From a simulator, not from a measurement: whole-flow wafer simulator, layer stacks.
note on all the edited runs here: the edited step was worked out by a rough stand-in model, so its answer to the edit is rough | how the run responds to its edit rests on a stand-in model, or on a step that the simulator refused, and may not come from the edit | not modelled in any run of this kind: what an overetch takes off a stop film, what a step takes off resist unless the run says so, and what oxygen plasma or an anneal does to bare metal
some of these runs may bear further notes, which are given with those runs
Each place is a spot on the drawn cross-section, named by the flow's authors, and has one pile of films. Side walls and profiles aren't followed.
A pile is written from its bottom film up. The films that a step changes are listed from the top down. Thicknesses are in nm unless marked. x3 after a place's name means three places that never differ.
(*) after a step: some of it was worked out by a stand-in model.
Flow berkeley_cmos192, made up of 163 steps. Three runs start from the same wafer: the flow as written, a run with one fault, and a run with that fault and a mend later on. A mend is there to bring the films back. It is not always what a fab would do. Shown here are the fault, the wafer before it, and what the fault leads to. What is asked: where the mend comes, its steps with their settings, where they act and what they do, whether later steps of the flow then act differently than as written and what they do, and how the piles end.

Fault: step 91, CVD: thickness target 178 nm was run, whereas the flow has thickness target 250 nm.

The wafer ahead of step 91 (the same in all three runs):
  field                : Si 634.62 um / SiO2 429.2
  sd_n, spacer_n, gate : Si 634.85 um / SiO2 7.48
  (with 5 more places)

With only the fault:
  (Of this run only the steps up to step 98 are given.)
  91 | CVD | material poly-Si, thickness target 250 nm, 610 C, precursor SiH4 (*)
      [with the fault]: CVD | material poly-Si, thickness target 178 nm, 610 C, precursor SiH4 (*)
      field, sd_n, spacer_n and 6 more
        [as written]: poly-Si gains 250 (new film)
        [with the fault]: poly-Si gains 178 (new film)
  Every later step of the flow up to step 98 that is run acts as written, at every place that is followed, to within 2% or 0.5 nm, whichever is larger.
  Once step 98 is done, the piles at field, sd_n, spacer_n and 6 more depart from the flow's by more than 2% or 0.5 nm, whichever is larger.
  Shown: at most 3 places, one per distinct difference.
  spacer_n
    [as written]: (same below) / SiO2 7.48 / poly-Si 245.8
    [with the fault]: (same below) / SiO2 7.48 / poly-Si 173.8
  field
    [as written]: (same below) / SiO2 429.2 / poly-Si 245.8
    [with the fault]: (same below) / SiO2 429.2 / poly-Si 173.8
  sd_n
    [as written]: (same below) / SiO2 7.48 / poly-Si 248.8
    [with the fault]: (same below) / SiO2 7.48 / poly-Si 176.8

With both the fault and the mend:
  The mend follows step 91.
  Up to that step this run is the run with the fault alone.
  91a | ETCH | chemistry tmah, depth target 204.7 nm
      field, sd_n, spacer_n and 6 more
        poly-Si loses 178 (all of it)
  91b | CLEAN | chemistry SPM (*) (the flow's step 87 again)
      does not change any film at any place that is followed
  91c | CVD | material poly-Si, thickness target 250 nm, 610 C, precursor SiH4 (*) (the flow's step 91 again)
      field, sd_n, spacer_n and 6 more
        poly-Si gains 250 (new film)
  Every later step of the flow that is run acts as written, at every place that is followed, to within 2% or 0.5 nm, whichever is larger.
  At every place that both follow, the piles at the end match the flow's.
